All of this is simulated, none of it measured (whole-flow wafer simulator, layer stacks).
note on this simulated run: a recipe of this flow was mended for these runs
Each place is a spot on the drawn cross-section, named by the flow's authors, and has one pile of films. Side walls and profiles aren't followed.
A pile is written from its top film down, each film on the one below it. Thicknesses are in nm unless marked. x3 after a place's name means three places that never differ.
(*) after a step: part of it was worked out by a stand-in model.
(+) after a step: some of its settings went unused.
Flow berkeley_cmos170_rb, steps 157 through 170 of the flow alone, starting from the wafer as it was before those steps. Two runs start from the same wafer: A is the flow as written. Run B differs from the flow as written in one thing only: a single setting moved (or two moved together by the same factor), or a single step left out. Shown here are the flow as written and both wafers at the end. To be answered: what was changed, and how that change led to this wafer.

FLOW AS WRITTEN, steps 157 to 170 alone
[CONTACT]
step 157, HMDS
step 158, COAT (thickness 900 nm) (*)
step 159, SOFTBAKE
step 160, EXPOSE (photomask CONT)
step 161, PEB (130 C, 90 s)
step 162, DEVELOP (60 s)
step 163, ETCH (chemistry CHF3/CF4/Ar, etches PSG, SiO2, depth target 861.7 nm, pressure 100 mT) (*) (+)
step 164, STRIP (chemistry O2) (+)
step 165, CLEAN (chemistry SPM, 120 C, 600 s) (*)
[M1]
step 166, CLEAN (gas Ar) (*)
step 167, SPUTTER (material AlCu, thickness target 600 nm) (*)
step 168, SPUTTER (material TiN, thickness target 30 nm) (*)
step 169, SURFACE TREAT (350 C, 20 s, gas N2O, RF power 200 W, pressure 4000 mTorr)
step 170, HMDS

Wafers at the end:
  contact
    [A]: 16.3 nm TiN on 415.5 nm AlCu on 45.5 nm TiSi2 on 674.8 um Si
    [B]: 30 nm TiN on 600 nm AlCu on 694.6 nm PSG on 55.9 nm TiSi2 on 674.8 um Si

The reason: step 163, ETCH: chemistry CHF3/CF4/Ar, etches PSG, SiO2, depth target 861.7 nm, pressure 100 mT (*) (+), was skipped.

Step by step, how the change led to this:
  step 164, STRIP (chemistry O2) (+)
      field: A KrF-resist loses 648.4 (all of it) | B KrF-resist loses 863.8 (all of it)
      sd_n: A KrF-resist loses 772.5 (all of it) | B KrF-resist loses 987.9 (all of it)
      (and at 6 other places as well)
  step 166, CLEAN (gas Ar) (*)
      contact: A TiSi2 loses 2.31 | B PSG loses 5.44
  step 167, SPUTTER (material AlCu, thickness target 600 nm) (*)
      contact: A AlCu gains 415.5 (new film) | B AlCu gains 600 (new film)
  step 168, SPUTTER (material TiN, thickness target 30 nm) (*)
      contact: A TiN gains 16.3 (new film) | B TiN gains 30 (new film)
